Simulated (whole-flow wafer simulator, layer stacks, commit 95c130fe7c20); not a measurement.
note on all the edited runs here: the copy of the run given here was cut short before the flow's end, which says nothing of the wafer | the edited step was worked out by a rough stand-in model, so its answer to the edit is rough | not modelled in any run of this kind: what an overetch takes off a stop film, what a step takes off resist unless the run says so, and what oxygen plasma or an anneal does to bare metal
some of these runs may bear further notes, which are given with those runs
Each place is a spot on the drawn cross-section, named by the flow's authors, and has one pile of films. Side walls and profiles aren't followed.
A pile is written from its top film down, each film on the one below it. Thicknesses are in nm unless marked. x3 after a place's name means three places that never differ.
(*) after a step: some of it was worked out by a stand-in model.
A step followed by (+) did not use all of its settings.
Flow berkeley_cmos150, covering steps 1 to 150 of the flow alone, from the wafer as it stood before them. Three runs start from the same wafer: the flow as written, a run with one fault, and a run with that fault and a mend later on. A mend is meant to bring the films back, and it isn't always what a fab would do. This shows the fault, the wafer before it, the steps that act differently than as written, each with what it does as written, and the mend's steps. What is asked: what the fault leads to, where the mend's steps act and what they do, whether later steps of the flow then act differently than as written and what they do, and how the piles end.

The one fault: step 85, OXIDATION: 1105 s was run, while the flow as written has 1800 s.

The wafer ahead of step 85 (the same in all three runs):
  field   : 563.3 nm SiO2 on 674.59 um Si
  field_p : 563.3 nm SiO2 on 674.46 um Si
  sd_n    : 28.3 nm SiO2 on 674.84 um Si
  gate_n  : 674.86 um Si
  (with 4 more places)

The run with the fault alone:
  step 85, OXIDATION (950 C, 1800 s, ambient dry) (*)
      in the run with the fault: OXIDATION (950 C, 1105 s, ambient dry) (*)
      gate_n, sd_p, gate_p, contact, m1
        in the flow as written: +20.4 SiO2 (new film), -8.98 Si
        in the run with the fault: +15.2 SiO2 (new film), -6.67 Si
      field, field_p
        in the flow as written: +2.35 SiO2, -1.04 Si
        in the run with the fault: +1.45 SiO2, -0.64 Si
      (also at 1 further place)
  Later steps of the flow acting differently than as written (not shown: 22 more steps that differ only slightly, by at most 2% or 0.5 nm, whichever is larger):
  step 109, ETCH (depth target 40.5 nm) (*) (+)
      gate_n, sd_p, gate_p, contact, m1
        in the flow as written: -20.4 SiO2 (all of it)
        in the run with the fault: -15.2 SiO2 (all of it)
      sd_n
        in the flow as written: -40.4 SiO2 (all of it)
        in the run with the fault: -36.3 SiO2 (all of it)
  When the end is reached, the piles differ only a little from the flow's at the places that both follow, at most by 2% or 0.5 nm, whichever is larger.

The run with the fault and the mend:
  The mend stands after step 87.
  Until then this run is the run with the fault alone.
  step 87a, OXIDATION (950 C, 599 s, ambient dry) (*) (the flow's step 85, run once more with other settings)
      gate_n, sd_p, gate_p, contact, m1
        +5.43 SiO2, -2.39 Si
      field, field_p
        +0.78 SiO2, -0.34 Si
      sd_n
        +3.81 SiO2, -1.68 Si
  Every later step of the flow that is run acts as written, at every place that is followed, to within 2% or 0.5 nm, whichever is larger.
  When the end is reached, the piles differ only a little from the flow's at the places that both follow, at most by 2% or 0.5 nm, whichever is larger.
